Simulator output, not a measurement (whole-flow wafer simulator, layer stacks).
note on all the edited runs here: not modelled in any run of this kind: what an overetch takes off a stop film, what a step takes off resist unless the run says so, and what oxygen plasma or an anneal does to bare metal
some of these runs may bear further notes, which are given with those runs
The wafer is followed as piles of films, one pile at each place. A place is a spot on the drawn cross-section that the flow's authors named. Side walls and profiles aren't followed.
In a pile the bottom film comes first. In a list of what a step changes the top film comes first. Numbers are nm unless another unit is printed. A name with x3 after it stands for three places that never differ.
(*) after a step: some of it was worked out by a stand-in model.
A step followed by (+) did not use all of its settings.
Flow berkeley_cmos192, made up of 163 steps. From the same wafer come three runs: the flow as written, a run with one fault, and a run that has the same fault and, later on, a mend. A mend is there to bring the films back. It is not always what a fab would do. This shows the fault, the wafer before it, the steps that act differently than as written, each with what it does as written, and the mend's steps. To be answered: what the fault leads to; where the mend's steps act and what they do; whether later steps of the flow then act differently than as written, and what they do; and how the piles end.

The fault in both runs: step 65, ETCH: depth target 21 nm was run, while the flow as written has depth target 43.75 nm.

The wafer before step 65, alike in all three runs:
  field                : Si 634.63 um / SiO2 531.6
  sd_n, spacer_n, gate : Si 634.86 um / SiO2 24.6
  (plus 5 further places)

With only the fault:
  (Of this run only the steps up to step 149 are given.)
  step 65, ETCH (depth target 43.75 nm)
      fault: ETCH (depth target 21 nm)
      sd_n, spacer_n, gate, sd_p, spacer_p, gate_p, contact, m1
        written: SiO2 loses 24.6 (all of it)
        fault: SiO2 loses 21
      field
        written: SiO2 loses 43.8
        fault: SiO2 loses 21
  Steps later in the flow that act otherwise than as written (34 more steps, not shown, differ only slightly: by at most 2% or 0.5 nm, whichever is larger):
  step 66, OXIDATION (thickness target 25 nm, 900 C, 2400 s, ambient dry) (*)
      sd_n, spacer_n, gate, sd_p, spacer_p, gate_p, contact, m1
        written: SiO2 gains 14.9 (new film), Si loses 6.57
        fault: SiO2 gains 12.9, Si loses 5.69
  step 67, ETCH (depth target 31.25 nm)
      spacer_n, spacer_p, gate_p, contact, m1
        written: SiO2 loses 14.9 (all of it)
        fault: SiO2 loses 16.5 (all of it)
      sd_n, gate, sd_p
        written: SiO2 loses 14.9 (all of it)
        fault: SiO2 loses 16.6 (all of it)
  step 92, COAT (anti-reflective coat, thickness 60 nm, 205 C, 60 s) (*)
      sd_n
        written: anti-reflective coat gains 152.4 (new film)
        fault: anti-reflective coat gains 169.2 (new film)
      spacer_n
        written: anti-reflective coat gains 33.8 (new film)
        fault: anti-reflective coat gains 28.9 (new film)
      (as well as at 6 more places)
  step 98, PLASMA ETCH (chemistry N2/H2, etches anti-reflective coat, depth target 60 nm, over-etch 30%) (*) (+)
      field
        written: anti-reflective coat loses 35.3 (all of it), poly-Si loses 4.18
        fault: anti-reflective coat loses 35.4 (all of it), poly-Si loses 4.73
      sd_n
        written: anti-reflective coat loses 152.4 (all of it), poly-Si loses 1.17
        fault: anti-reflective coat loses 169.2 (all of it), poly-Si loses 1.3
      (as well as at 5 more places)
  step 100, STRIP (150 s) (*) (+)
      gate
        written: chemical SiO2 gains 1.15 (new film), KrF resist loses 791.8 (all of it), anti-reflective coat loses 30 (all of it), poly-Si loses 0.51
        fault: chemical SiO2 gains 1.15 (new film), KrF resist loses 810.6 (all of it), anti-reflective coat loses 24.6 (all of it), poly-Si loses 0.51
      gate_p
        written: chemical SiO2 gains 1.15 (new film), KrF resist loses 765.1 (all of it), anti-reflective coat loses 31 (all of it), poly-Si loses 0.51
        fault: chemical SiO2 gains 1.15 (new film), KrF resist loses 776.9 (all of it), anti-reflective coat loses 27.5 (all of it), poly-Si loses 0.51
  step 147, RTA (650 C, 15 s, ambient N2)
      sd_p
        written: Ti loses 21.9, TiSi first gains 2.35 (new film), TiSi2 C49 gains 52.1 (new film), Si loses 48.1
        fault: Ti loses 21.5, TiSi first gains 1.44 (new film), TiSi2 C49 gains 52.5 (new film), Si loses 47.8
  The piles after step 149 differ from the flow's at field, sd_p by more than 2% or 0.5 nm, whichever is larger.
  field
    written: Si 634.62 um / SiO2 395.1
    fault: Si 634.62 um / SiO2 417.6
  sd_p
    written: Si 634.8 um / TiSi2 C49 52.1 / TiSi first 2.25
    fault: Si 634.8 um / TiSi2 C49 52.5 / TiSi first 1.34

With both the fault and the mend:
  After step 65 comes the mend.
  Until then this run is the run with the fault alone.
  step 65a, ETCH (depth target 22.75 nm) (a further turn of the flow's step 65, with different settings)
      spacer_n, spacer_p, gate_p, contact, m1
        SiO2 loses 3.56 (all of it)
      sd_n, sd_p
        SiO2 loses 3.62 (all of it)
      field
        SiO2 loses 22.8
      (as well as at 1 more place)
  None of the later steps of the flow differs from how it acts as written, at any place that is followed, by more than 2% or 0.5 nm, whichever is larger.
  At every place that both follow, the piles at the end match the flow's.
